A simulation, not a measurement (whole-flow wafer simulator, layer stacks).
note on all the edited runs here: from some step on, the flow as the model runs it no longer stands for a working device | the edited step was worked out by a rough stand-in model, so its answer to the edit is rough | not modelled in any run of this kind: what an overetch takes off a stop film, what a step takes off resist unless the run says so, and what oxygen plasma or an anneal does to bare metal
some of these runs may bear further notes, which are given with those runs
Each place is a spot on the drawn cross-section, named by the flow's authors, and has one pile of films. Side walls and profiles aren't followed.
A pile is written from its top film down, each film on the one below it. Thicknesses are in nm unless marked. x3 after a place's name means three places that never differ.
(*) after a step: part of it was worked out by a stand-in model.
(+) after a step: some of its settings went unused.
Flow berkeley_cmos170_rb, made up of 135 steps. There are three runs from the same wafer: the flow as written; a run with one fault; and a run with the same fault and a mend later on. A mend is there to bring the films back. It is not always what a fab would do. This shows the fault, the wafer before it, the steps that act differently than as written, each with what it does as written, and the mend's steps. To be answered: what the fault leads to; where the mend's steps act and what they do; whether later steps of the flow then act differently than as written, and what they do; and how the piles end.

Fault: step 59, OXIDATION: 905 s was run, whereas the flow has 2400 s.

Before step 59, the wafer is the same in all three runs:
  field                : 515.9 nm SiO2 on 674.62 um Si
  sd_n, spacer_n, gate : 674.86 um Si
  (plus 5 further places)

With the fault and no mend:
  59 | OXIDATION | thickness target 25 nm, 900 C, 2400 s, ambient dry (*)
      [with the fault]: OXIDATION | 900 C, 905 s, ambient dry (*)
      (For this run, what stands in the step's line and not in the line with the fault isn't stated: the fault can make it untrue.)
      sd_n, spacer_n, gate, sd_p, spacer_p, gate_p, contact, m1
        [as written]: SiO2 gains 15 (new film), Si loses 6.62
        [with the fault]: SiO2 gains 8.2 (new film), Si loses 3.61
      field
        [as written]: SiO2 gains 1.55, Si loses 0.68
        [with the fault]: SiO2 gains 0.58, Si loses 0.26
  Later steps of the flow acting differently than as written (not shown: 31 more steps that differ only slightly, by at most 2% or 0.5 nm, whichever is larger):
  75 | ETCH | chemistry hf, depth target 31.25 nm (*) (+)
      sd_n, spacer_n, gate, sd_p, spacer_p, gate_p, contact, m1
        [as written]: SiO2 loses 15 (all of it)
        [with the fault]: SiO2 loses 8.2 (all of it)
  When the end is reached, the piles differ only a little from the flow's at the places that both follow, at most by 2% or 0.5 nm, whichever is larger.

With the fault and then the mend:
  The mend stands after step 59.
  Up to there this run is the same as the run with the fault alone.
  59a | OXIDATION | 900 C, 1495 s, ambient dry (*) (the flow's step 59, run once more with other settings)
      sd_n, spacer_n, gate, sd_p, spacer_p, gate_p, contact, m1
        SiO2 gains 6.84, Si loses 3.01
      field
        SiO2 gains 0.96, Si loses 0.42
  None of the later steps of the flow acts differently than as written at any place that is followed.
  The piles end the same as the flow's at every place that both follow.
